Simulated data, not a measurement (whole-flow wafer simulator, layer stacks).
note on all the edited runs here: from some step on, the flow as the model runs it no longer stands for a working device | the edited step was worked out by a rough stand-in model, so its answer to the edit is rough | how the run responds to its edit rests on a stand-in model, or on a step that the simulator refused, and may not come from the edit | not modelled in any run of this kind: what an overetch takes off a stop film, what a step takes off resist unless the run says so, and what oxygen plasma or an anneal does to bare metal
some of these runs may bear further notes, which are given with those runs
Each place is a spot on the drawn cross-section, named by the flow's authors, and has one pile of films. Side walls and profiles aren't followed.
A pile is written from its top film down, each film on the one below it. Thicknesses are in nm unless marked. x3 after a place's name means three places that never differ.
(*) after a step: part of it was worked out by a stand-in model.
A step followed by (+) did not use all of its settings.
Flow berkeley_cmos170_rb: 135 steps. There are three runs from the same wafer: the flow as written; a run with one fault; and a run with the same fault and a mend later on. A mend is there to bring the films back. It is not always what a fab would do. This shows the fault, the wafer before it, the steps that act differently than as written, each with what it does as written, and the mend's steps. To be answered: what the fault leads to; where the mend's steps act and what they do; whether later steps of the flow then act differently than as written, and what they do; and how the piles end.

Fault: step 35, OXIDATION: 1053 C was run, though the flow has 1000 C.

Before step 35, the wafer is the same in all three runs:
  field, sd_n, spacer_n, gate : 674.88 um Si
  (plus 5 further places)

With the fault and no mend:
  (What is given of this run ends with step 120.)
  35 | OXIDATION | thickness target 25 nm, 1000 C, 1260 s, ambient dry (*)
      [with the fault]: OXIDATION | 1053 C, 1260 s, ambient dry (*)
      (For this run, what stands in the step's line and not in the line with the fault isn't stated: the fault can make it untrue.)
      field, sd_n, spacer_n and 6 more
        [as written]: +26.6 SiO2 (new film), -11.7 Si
        [with the fault]: +41.6 SiO2 (new film), -18.3 Si
  Steps later in the flow that act otherwise than as written (24 more steps, not shown, differ only slightly: by at most 2% or 0.5 nm, whichever is larger):
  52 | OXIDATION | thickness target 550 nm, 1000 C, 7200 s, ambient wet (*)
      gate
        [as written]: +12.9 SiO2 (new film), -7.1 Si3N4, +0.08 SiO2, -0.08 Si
        [with the fault]: +12.9 SiO2 (new film), -7.1 Si3N4
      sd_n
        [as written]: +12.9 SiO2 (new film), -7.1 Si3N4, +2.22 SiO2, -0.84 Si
        [with the fault]: +12.9 SiO2 (new film), -7.1 Si3N4, +9.44 SiO2, -3.93 Si
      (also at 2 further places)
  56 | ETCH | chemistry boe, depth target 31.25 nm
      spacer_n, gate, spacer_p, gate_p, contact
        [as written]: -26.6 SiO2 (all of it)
        [with the fault]: -31.2 SiO2
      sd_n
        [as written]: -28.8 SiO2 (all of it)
        [with the fault]: -31.2 SiO2
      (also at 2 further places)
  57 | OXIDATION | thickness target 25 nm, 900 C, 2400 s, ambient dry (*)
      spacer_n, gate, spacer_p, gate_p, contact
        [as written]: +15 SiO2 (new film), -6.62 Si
        [with the fault]: +12 SiO2, -5.26 Si
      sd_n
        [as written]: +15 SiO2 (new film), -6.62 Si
        [with the fault]: +10.3 SiO2, -4.53 Si
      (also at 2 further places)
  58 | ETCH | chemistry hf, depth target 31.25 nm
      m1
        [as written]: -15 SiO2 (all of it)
        [with the fault]: -31.2 SiO2
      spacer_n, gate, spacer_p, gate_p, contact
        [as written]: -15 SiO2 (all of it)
        [with the fault]: -22.3 SiO2 (all of it)
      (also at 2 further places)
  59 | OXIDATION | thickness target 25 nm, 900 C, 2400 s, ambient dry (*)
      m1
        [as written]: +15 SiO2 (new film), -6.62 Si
        [with the fault]: +12 SiO2, -5.26 Si
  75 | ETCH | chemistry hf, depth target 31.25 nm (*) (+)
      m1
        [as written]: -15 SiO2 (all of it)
        [with the fault]: -15.9 SiO2 (all of it)
  The piles after step 120 are only slightly different from the flow's at the places that both follow, by no more than 2% or 0.5 nm, whichever is larger.

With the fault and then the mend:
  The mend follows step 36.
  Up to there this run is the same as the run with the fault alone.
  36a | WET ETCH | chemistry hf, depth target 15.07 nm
      field, sd_n, spacer_n and 6 more
        -15.1 SiO2
  Every later step of the flow that is run acts as written, at every place that is followed, to within 2% or 0.5 nm, whichever is larger.
  The piles end only slightly different from the flow's at the places that both follow, by no more than 2% or 0.5 nm, whichever is larger.
